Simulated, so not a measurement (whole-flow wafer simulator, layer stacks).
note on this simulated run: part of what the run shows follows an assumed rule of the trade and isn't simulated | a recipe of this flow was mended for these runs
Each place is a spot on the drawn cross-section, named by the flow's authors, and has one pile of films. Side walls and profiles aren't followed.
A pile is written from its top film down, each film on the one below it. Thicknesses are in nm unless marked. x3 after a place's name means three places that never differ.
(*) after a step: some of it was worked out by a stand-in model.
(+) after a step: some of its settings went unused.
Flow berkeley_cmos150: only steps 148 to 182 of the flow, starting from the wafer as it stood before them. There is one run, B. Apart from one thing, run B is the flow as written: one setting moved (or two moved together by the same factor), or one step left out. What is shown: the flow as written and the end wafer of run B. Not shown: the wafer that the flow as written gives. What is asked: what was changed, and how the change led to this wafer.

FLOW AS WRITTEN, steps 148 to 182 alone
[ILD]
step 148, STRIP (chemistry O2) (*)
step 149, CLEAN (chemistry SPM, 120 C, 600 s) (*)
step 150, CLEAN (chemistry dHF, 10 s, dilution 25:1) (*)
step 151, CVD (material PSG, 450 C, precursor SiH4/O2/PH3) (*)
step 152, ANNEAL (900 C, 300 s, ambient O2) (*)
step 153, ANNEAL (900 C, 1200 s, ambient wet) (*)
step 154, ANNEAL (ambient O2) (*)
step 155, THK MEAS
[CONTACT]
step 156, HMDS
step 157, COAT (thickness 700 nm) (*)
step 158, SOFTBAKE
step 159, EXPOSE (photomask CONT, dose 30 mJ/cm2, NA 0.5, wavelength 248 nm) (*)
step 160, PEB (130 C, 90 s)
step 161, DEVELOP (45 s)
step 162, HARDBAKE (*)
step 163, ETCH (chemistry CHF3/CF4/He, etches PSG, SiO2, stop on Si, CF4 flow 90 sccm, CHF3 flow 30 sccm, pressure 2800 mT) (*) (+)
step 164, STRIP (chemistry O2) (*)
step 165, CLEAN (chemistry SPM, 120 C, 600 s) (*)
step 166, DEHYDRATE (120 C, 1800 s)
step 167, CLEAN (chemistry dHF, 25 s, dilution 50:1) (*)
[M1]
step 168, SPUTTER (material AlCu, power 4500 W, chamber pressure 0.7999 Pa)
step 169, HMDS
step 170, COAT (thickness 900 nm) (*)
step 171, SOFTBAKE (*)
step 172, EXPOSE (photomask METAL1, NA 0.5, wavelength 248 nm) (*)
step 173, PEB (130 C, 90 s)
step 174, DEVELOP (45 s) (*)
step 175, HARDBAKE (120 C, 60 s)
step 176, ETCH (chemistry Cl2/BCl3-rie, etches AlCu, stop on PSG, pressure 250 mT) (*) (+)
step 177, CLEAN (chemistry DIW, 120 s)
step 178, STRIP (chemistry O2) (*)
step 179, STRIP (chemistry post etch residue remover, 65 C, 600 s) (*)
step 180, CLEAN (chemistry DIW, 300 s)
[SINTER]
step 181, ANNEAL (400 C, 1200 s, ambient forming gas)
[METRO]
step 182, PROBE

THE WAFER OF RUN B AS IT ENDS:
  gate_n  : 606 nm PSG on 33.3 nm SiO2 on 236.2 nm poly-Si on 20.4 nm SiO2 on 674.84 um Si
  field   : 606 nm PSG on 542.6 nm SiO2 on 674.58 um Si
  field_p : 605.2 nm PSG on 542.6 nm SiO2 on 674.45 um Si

What caused this: step 153, ANNEAL: 923 C was run, while the flow as written has 900 C.

The path from the change to this, step by step:
  step 153, ANNEAL (900 C, 1200 s, ambient wet) (*)
      sd_n, contact, m1: -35 PSG, +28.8 SiO2, -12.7 Si (in the flow as written it would be: -35 PSG, +22.8 SiO2, -10 Si)
      field, field_p: -35 PSG, +20 SiO2, -8.82 Si (in the flow as written it would be: -35 PSG, +16.3 SiO2, -7.15 Si)
      (and at 3 other places as well)
  step 163, ETCH (chemistry CHF3/CF4/He, etches PSG, SiO2, stop on Si, CF4 flow 90 sccm, CHF3 flow 30 sccm, pressure 2800 mT) (*) (+)
      contact: -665 PSG (all of it), -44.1 SiO2 (all of it), -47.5 Si (in the flow as written it would be: -665 PSG (all of it), -38.1 SiO2 (all of it), -47.5 Si)
